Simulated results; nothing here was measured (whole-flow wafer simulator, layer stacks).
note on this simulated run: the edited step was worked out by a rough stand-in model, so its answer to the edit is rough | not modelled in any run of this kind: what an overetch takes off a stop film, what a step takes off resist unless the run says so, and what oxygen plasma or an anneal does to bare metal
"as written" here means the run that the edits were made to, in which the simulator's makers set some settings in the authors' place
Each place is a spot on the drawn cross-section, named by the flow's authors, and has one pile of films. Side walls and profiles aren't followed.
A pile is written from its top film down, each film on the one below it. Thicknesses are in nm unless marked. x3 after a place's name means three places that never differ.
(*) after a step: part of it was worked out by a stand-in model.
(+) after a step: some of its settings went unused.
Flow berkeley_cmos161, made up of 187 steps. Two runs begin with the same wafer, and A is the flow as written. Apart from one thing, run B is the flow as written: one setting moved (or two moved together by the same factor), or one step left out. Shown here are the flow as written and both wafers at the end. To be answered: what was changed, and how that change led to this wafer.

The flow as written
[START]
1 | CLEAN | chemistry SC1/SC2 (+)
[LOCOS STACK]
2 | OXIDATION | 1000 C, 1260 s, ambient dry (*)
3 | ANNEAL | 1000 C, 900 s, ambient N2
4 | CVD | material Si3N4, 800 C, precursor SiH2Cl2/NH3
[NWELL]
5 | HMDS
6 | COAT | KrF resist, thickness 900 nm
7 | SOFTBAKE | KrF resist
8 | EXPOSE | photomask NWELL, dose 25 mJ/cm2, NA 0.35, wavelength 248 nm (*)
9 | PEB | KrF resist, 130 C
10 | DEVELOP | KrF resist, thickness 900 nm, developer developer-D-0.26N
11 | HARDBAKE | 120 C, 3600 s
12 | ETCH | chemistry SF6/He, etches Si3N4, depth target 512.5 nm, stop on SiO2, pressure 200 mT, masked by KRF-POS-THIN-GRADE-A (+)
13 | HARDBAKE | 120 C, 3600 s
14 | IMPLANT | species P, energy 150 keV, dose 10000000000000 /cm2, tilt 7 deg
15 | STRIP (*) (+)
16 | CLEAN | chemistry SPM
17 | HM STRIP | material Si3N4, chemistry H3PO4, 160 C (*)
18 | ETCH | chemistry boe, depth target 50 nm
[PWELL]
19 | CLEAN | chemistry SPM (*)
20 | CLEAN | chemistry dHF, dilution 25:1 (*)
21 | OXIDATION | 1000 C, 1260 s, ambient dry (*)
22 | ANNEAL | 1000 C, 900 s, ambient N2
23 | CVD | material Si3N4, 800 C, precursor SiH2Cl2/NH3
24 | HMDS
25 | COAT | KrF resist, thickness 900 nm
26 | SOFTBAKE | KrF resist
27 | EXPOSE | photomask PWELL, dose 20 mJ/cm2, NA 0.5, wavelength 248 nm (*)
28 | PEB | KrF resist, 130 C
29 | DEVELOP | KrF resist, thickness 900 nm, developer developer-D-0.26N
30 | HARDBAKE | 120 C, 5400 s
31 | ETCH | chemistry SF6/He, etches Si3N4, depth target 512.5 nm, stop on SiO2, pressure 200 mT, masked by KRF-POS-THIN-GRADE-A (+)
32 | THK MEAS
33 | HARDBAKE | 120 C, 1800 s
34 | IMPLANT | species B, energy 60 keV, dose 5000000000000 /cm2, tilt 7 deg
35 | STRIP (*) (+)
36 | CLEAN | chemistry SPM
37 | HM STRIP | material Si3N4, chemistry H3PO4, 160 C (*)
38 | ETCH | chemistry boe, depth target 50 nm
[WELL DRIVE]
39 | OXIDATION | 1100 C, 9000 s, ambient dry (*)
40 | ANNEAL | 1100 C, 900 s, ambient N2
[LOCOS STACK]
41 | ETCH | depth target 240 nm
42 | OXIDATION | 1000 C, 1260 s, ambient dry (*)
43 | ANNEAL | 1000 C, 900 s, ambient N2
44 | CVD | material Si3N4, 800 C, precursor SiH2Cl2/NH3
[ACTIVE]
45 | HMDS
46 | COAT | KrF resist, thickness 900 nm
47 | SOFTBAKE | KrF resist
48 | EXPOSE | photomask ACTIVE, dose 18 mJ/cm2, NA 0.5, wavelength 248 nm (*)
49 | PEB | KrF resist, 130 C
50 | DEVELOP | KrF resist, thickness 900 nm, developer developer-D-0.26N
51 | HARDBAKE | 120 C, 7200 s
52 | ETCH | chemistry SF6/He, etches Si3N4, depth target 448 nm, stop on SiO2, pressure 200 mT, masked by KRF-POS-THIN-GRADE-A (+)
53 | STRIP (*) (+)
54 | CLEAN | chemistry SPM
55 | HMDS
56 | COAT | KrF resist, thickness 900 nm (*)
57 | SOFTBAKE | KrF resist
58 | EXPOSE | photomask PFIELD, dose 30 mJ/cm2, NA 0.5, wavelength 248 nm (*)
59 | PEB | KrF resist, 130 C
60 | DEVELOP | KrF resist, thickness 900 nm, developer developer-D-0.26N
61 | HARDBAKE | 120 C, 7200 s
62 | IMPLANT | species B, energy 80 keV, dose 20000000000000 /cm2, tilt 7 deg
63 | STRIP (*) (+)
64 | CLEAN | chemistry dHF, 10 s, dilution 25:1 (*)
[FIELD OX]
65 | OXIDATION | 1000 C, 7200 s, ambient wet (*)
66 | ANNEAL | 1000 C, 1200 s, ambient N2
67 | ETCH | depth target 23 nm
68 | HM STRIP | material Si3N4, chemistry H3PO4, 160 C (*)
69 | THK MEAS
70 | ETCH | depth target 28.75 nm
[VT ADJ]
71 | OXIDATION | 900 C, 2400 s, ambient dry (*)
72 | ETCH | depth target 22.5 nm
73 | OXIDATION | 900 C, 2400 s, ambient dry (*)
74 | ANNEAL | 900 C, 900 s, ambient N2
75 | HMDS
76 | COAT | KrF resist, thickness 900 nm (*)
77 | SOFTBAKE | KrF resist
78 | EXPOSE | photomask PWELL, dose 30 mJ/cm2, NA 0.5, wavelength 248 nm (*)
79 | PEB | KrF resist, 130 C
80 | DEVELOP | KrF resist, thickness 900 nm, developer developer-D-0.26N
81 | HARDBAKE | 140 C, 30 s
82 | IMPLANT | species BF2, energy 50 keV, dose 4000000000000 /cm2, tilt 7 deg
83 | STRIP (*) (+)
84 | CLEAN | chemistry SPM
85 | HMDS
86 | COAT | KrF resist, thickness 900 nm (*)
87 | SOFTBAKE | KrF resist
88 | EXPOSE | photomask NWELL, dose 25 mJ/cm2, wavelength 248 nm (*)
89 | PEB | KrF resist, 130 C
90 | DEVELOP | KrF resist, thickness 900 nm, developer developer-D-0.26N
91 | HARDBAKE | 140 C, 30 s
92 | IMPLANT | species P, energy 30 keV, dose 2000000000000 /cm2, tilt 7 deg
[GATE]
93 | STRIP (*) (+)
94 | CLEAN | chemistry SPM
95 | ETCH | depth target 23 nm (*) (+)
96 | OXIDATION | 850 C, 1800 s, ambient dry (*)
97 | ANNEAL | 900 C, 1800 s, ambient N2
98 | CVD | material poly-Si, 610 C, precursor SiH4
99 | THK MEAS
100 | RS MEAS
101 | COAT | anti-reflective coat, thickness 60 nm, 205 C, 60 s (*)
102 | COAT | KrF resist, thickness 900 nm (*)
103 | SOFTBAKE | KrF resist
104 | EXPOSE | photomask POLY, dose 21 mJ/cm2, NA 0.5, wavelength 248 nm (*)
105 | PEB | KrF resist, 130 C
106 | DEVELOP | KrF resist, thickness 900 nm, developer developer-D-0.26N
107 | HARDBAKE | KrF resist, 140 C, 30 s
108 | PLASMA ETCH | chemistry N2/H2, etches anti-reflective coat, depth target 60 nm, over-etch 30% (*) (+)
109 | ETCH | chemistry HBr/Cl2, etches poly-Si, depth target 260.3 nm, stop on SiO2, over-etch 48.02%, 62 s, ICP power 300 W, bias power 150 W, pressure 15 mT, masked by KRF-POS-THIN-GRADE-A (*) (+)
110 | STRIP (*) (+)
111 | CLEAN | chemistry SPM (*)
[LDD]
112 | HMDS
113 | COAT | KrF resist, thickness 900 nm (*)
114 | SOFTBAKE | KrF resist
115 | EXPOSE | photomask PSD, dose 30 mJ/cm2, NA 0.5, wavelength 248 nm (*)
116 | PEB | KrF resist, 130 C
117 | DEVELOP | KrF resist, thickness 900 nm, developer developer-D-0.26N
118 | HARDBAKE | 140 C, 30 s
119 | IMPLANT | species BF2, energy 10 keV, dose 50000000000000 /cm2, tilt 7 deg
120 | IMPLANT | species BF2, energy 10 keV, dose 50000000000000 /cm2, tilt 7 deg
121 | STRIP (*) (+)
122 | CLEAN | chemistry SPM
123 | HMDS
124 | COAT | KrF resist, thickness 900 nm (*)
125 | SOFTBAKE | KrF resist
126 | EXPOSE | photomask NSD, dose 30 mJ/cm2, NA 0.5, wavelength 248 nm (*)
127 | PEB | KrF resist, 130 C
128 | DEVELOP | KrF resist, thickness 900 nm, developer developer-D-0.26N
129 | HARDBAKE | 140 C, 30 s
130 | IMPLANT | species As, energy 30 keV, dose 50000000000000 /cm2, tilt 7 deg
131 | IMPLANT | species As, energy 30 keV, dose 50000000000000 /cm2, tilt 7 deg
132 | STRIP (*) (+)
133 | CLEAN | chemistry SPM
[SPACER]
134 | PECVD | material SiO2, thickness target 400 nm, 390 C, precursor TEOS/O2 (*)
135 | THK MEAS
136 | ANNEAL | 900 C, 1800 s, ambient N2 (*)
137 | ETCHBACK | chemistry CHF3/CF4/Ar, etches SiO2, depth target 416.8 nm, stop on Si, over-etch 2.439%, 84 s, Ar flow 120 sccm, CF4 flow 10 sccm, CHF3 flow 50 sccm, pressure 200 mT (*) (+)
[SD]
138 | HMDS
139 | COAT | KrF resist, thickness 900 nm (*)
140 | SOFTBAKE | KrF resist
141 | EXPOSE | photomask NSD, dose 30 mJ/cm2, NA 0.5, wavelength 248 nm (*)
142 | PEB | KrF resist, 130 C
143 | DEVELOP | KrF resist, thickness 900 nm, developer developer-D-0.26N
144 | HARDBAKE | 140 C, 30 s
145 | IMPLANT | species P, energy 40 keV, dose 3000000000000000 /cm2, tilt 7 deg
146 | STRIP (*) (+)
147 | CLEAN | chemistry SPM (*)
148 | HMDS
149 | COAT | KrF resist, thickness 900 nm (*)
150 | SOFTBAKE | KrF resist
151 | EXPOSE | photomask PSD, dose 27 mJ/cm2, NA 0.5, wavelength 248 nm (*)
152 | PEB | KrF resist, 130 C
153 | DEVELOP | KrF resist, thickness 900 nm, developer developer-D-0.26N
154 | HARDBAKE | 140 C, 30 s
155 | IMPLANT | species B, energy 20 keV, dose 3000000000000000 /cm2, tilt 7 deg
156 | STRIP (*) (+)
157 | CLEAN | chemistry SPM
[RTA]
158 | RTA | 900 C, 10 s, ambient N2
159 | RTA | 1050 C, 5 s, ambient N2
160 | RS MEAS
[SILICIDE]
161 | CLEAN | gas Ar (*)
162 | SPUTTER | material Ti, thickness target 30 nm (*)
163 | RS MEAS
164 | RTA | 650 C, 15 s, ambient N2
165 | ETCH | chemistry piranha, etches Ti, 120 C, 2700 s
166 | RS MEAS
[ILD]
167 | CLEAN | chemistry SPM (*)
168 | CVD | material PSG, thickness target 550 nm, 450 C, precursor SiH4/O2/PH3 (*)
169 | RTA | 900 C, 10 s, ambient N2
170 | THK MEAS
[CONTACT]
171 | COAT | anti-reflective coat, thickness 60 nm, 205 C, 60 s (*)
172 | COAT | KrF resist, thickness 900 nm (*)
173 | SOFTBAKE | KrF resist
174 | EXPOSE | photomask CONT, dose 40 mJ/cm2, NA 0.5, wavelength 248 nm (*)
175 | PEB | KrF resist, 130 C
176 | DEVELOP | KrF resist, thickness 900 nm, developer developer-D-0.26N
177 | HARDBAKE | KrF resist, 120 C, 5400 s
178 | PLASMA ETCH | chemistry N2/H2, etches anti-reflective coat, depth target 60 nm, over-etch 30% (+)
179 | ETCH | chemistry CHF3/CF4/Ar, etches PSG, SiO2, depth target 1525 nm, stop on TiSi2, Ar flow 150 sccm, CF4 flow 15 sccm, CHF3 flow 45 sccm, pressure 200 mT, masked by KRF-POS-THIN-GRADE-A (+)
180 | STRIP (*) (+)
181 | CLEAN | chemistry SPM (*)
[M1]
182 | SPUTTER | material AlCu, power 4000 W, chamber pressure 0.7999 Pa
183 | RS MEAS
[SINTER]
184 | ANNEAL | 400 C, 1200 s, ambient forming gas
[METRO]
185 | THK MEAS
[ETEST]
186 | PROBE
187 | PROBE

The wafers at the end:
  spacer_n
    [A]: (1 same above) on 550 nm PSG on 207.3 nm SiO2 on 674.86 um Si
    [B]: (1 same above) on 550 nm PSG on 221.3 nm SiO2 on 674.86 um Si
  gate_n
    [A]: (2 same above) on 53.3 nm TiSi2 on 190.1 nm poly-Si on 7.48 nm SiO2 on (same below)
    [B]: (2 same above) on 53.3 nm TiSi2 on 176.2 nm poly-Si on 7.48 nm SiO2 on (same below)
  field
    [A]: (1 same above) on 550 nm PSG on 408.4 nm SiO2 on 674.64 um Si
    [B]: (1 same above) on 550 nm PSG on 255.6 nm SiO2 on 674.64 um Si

Cause: step 134, PECVD: thickness target 240 nm was run, while the flow as written has thickness target 400 nm.

Step by step, how the change led to this:
  134 | PECVD | material SiO2, thickness target 400 nm, 390 C, precursor TEOS/O2 (*)
      field, sd_n, contact, m1: A SiO2 gains 400 | B SiO2 gains 240
      spacer_n, sd_p, spacer_p: A SiO2 gains 385 | B SiO2 gains 231.4
      (also at 2 further places)
  136 | ANNEAL | 900 C, 1800 s, ambient N2 (*)
      field, sd_n, gate_n, gate_p, contact, m1: A SiO2 loses 18 | B SiO2 loses 10.8
      spacer_n, sd_p, spacer_p: A SiO2 loses 17.3 | B SiO2 loses 10.4
  137 | ETCHBACK | chemistry CHF3/CF4/Ar, etches SiO2, depth target 416.8 nm, stop on Si, over-etch 2.439%, 84 s, Ar flow 120 sccm, CF4 flow 10 sccm, CHF3 flow 50 sccm, pressure 200 mT (*) (+)
      spacer_n, spacer_p: A SiO2 loses 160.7 | B nothing
      gate_n, gate_p: A SiO2 loses 382 (all of it), chemical SiO2 loses 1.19 (all of it), poly-Si loses 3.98 | B SiO2 loses 229.2 (all of it), chemical SiO2 loses 1.19 (all of it), poly-Si loses 17.9
      (also at 4 further places)
  139 | COAT | KrF resist, thickness 900 nm (*)
      field: A KrF resist gains 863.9 (new film) | B KrF resist gains 898.9 (new film)
      sd_n: A KrF resist gains 1008.1 (new film) | B KrF resist gains 922 (new film)
      (also at 7 further places)
  143 | DEVELOP | KrF resist, thickness 900 nm, developer developer-D-0.26N
      sd_n: A KrF resist loses 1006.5 (all of it) | B KrF resist loses 920.5 (all of it)
      spacer_n: A KrF resist loses 815.5 (all of it) | B KrF resist loses 743.9 (all of it)
      (also at 2 further places)
  144 | HARDBAKE | 140 C, 30 s
      field: A KrF resist loses 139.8 | B KrF resist loses 145.4
      sd_p: A KrF resist loses 163.7 | B KrF resist loses 153.1
      (also at 3 further places)
  146 | STRIP (*) (+)
      field: A KrF resist loses 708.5 (all of it) | B KrF resist loses 737.8 (all of it)
      sd_p: A chemical SiO2 gains 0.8 (new film), KrF resist loses 832.5 (all of it), Si loses 0.35 | B chemical SiO2 gains 0.78 (new film), KrF resist loses 776.8 (all of it), Si loses 0.35
      (also at 3 further places)
  149 | COAT | KrF resist, thickness 900 nm (*)
      field: A KrF resist gains 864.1 (new film) | B KrF resist gains 899.1 (new film)
      sd_n: A KrF resist gains 1007.8 (new film) | B KrF resist gains 921.7 (new film)
      (also at 7 further places)
  153 | DEVELOP | KrF resist, thickness 900 nm, developer developer-D-0.26N
      sd_p: A KrF resist loses 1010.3 (all of it) | B KrF resist loses 943.9 (all of it)
      spacer_p: A KrF resist loses 808.8 (all of it) | B KrF resist loses 743.3 (all of it)
      (also at 1 further place)
  154 | HARDBAKE | 140 C, 30 s
      field: A KrF resist loses 139.8 | B KrF resist loses 145.5
      sd_n: A KrF resist loses 163 | B KrF resist loses 149.2
      (also at 4 further places)
  156 | STRIP (*) (+)
      field: A KrF resist loses 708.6 (all of it) | B KrF resist loses 738 (all of it)
      sd_n: A KrF resist loses 828.9 (all of it), chemical SiO2 gains 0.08 | B KrF resist loses 756.8 (all of it), chemical SiO2 gains 0.08
      (also at 4 further places)
  168 | CVD | material PSG, thickness target 550 nm, 450 C, precursor SiH4/O2/PH3 (*)
      sd_p: A PSG gains 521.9 (new film) | B PSG gains 550 (new film)
  171 | COAT | anti-reflective coat, thickness 60 nm, 205 C, 60 s (*)
      field: A anti-reflective coat gains 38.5 (new film) | B anti-reflective coat gains 33.8 (new film)
      sd_n: A anti-reflective coat gains 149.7 (new film) | B anti-reflective coat gains 77.7 (new film)
      (also at 5 further places)
  172 | COAT | KrF resist, thickness 900 nm (*)
      field: A KrF resist gains 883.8 (new film) | B KrF resist gains 911.2 (new film)
      spacer_n: A KrF resist gains 853.8 (new film) | B KrF resist gains 767.9 (new film)
      (also at 6 further places)
  176 | DEVELOP | KrF resist, thickness 900 nm, developer developer-D-0.26N
      contact: A KrF resist loses 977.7 (all of it) | B KrF resist loses 899.9 (all of it)
  178 | PLASMA ETCH | chemistry N2/H2, etches anti-reflective coat, depth target 60 nm, over-etch 30% (+)
      field, sd_n, spacer_n, gate_n, sd_p, spacer_p, gate_p, m1: A KrF resist loses 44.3 | B KrF resist loses 49.5
      contact: A anti-reflective coat loses 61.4 (all of it), PSG loses 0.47 | B anti-reflective coat loses 68.6 (all of it), PSG loses 0.53
  ... 1 other step ...
  182 | SPUTTER | material AlCu, power 4000 W, chamber pressure 0.7999 Pa
      sd_p: A AlCu gains 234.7 (new film) | B AlCu gains 275.8 (new film)
